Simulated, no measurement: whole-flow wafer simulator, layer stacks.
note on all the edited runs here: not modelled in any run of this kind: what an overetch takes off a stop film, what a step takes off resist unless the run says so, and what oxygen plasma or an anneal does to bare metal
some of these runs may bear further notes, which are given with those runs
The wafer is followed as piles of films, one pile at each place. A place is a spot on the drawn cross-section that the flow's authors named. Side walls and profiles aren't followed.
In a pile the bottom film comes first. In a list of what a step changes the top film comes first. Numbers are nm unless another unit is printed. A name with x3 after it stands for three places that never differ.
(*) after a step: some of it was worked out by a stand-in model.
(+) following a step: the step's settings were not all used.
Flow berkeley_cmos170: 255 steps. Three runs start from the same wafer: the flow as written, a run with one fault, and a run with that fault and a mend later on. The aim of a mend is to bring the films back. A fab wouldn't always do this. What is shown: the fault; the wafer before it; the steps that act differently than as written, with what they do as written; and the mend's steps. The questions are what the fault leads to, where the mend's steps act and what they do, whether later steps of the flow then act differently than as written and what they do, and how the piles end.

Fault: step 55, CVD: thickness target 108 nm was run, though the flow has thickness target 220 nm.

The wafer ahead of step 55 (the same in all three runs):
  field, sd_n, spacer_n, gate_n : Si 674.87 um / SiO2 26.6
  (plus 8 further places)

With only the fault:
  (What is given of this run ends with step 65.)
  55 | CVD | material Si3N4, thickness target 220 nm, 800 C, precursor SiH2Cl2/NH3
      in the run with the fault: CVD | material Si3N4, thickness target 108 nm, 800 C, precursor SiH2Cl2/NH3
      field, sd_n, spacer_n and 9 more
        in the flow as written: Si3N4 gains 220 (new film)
        in the run with the fault: Si3N4 gains 108 (new film)
  Later steps of the flow acting differently than as written:
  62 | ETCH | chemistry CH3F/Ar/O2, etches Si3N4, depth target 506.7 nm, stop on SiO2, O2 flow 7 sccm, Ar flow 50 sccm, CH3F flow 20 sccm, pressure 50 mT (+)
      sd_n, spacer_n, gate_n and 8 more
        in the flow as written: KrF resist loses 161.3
        in the run with the fault: KrF resist loses 86.7
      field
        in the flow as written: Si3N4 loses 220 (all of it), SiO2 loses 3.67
        in the run with the fault: Si3N4 loses 108 (all of it), SiO2 loses 3.67
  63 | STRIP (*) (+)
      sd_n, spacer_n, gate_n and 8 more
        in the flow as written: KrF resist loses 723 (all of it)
        in the run with the fault: KrF resist loses 797.7 (all of it)
  After step 65, at sd_n, spacer_n, gate_n and 8 more, the piles differ from the flow's by more than 2% or 0.5 nm, whichever is larger.
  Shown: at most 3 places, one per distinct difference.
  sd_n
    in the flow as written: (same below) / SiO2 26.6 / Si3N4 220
    in the run with the fault: (same below) / SiO2 26.6 / Si3N4 108

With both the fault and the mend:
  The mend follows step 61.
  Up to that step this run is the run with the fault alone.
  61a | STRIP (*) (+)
      sd_n, spacer_n, gate_n and 8 more
        KrF resist loses 884.4 (all of it)
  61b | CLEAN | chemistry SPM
      does not change any film at any place that is followed
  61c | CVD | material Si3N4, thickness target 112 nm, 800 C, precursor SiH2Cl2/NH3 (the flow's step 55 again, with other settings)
      field, sd_n, spacer_n and 9 more
        Si3N4 gains 112
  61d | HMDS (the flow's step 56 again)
      does not change any film at any place that is followed
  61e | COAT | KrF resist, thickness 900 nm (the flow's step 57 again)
      field, sd_n, spacer_n and 9 more
        KrF resist gains 900 (new film)
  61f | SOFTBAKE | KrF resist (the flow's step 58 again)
      does not change any film at any place that is followed
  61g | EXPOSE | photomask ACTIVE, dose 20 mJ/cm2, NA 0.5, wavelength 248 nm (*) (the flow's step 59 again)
      does not change any film at any place that is followed
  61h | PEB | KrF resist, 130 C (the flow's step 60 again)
      field, sd_n, spacer_n and 9 more
        KrF resist loses 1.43
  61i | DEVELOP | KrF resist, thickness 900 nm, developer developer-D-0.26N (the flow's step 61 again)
      sd_n, spacer_n, gate_n and 8 more
        KrF resist loses 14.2
      field
        KrF resist loses 898.6 (all of it)
  Every later step of the flow that is run acts as written at every place that is followed.
  At every place that both follow, the piles at the end match the flow's.
